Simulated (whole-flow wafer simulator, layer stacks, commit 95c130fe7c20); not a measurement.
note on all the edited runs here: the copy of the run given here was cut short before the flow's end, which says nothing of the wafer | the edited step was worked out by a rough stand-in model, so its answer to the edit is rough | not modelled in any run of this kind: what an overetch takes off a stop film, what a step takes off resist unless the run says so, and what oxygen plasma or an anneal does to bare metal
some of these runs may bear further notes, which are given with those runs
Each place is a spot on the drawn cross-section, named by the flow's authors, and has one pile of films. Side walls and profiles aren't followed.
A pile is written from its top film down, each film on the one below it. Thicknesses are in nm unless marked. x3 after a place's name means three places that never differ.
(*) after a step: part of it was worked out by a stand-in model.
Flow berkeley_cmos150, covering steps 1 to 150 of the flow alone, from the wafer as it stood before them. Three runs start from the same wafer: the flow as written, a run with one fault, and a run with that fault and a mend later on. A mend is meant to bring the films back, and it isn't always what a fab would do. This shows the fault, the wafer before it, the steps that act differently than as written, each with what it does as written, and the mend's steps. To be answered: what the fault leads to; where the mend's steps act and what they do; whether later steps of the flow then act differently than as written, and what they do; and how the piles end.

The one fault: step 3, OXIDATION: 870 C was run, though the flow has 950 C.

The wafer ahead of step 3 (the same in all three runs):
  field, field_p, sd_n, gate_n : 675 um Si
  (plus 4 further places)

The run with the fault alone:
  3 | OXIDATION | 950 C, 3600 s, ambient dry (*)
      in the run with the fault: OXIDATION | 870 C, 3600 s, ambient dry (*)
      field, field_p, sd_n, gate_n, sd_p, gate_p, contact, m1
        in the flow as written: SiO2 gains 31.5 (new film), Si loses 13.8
        in the run with the fault: SiO2 gains 14.3 (new film), Si loses 6.28
  Steps further on in the flow that do not act as written (34 other steps are not shown; they differ only slightly, by no more than 2% or 0.5 nm, whichever is larger):
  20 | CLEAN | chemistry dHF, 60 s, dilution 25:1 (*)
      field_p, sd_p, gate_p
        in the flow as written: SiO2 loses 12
        in the run with the fault: SiO2 loses 11.2 (all of it)
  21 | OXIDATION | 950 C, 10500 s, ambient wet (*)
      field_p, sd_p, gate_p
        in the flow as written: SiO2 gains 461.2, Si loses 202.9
        in the run with the fault: SiO2 gains 473 (new film), Si loses 208.1
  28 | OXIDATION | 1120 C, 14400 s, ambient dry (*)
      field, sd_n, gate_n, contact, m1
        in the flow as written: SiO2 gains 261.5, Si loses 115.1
        in the run with the fault: SiO2 gains 276, Si loses 121.4
  The piles end only slightly different from the flow's at the places that both follow, by no more than 2% or 0.5 nm, whichever is larger.

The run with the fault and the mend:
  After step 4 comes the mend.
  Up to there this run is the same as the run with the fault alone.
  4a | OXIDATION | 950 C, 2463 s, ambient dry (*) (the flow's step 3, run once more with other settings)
      field, field_p, sd_n, gate_n, sd_p, gate_p, contact, m1
        SiO2 gains 17.3, Si loses 7.6
  None of the later steps of the flow differs from how it acts as written, at any place that is followed, by more than 2% or 0.5 nm, whichever is larger.
  At every place that both follow, the piles at the end match the flow's.
